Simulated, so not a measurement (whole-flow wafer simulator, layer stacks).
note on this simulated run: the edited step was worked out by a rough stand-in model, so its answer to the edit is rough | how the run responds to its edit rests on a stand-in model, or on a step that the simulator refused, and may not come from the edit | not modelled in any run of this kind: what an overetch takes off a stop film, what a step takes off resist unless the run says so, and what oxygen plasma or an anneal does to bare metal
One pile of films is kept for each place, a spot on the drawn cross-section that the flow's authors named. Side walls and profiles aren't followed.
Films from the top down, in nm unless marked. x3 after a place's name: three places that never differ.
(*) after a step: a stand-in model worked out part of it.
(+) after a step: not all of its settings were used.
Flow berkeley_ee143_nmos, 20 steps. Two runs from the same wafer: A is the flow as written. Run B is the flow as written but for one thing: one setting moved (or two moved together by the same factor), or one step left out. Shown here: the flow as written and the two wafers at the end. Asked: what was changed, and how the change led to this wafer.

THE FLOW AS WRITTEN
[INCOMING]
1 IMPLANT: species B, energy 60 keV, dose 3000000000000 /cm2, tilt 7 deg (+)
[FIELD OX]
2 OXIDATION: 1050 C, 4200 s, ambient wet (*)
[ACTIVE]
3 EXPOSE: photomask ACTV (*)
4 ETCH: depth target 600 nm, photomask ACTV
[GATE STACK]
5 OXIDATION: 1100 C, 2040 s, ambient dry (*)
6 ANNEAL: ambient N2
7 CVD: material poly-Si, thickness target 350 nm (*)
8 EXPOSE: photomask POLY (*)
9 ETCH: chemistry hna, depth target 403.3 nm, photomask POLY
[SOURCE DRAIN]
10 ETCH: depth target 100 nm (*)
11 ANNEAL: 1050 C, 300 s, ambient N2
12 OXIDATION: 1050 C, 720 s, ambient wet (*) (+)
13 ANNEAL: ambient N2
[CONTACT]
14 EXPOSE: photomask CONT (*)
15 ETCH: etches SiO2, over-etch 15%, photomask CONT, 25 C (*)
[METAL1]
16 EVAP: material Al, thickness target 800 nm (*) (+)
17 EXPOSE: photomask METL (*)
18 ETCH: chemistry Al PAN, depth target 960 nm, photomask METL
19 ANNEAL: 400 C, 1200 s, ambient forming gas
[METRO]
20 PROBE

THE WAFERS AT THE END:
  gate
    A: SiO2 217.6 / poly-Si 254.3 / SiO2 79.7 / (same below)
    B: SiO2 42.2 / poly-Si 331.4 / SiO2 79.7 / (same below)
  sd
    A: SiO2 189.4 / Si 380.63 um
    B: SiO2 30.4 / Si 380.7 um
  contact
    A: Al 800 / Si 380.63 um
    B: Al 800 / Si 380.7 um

The cause: step 12, OXIDATION: 892 C was run, where the flow has 1050 C.

How the change led to this, step by step:
  12 OXIDATION: 1050 C, 720 s, ambient wet (*) (+)
      sd, contact: A SiO2 +189.4 (new film), Si -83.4 | B SiO2 +30.4 (new film), Si -13.4
      gate: A SiO2 +217.6 (new film), poly-Si -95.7 | B SiO2 +42.2 (new film), poly-Si -18.6
      (and at 1 more place)
  15 ETCH: etches SiO2, over-etch 15%, photomask CONT, 25 C (*)
      contact: A SiO2 -189.4 (all of it) | B SiO2 -30.4 (all of it)
